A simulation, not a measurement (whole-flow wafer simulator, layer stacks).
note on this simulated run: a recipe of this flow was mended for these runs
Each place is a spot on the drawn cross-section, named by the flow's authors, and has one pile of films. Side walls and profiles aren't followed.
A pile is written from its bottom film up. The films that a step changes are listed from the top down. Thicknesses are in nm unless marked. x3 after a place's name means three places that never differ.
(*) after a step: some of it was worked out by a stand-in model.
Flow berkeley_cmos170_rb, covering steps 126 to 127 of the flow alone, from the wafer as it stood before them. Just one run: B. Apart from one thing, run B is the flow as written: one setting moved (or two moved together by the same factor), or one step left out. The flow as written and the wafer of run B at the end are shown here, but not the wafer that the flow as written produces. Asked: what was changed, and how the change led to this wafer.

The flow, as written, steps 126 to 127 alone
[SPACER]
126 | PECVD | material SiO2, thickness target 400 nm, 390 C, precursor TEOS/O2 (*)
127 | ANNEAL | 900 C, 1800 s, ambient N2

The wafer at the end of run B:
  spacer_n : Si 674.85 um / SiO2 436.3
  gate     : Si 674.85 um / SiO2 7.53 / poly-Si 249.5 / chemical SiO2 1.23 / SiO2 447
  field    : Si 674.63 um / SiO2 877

The reason: step 126, PECVD: thickness target 447 nm was run, while the flow as written has thickness target 400 nm.
The wafer lets one read it off: gate has SiO2 447, and step 126 as written asks for 400 nm.

Step by step, how the change led to this:
  126 | PECVD | material SiO2, thickness target 400 nm, 390 C, precursor TEOS/O2 (*)
      field, sd_n, contact, m1: SiO2 gains 447 (as written it would have been: SiO2 gains 400)
      spacer_n, sd_p, spacer_p: SiO2 gains 430.3 (as written it would have been: SiO2 gains 385.3)
      (as well as at 2 more places)
